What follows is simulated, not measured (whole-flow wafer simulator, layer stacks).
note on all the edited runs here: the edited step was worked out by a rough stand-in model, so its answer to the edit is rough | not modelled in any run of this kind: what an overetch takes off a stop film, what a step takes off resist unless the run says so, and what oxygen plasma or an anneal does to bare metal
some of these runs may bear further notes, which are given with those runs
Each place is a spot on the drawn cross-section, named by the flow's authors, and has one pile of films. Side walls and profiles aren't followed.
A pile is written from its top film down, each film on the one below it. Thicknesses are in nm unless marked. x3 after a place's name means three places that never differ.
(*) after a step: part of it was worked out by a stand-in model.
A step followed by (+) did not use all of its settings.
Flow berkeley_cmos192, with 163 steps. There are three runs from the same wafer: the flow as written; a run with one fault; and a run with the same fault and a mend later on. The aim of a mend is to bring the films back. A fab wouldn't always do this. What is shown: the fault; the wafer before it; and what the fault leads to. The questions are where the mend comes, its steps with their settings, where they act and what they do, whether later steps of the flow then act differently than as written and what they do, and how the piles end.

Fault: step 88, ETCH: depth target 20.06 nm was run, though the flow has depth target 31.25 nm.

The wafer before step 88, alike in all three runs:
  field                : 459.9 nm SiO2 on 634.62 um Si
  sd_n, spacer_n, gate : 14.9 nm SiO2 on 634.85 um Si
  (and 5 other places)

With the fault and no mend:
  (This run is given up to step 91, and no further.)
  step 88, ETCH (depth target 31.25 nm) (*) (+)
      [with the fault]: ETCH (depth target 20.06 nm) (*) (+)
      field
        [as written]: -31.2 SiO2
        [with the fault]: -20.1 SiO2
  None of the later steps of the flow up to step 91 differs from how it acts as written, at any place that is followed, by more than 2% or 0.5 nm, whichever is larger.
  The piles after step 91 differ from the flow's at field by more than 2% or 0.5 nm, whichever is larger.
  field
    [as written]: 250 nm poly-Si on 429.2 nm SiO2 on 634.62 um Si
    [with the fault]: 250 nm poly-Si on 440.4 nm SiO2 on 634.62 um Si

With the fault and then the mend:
  The mend stands after step 88.
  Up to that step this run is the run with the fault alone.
  step 88a, ETCH (depth target 11.19 nm) (*) (+) (the flow's step 88, run once more with other settings)
      field
        -11.2 SiO2
  None of the later steps of the flow acts differently than as written at any place that is followed.
  The piles end the same as the flow's at every place that both follow.
